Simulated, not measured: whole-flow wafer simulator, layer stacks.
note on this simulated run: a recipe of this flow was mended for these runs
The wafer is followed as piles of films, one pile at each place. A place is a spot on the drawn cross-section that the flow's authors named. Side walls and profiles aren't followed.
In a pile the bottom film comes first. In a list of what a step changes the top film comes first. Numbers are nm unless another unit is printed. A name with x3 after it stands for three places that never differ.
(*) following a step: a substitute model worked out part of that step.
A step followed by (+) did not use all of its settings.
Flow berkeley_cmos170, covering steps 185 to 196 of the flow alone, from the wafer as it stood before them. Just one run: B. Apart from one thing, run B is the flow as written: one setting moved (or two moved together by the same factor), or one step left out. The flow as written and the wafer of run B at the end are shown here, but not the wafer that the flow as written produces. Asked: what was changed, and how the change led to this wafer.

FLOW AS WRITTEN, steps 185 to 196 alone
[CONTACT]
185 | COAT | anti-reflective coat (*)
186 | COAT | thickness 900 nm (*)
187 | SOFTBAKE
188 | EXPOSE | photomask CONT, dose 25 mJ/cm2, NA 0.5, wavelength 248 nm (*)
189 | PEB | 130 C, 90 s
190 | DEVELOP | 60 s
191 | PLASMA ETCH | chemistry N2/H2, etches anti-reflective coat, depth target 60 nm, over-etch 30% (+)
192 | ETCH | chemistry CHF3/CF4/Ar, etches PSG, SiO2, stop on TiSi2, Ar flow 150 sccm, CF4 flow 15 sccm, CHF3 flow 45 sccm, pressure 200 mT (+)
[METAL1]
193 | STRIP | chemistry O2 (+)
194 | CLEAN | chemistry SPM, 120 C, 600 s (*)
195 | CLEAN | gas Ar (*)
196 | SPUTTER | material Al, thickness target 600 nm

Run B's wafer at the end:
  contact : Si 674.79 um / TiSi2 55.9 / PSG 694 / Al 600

What caused this: step 192, ETCH: chemistry CHF3/CF4/Ar, etches PSG, SiO2, stop on TiSi2, Ar flow 150 sccm, CF4 flow 15 sccm, CHF3 flow 45 sccm, pressure 200 mT (+), was omitted.

How this came from the change, step by step:
  193 | STRIP | chemistry O2 (+)
      field: -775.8 KrF-resist (all of it), -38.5 anti-reflective coat (all of it) (it would be, as written: -581.9 KrF-resist (all of it), -38.5 anti-reflective coat (all of it))
      mark: -788.7 KrF-resist (all of it), -60 anti-reflective coat (all of it) (it would be, as written: -594.8 KrF-resist (all of it), -60 anti-reflective coat (all of it))
      (as well as at 10 more places)
  195 | CLEAN | gas Ar (*)
      contact: -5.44 PSG (it would be, as written: -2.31 TiSi2)
  196 | SPUTTER | material Al, thickness target 600 nm
      contact: +600 Al (new film) (it would be, as written: +416.4 Al (new film))
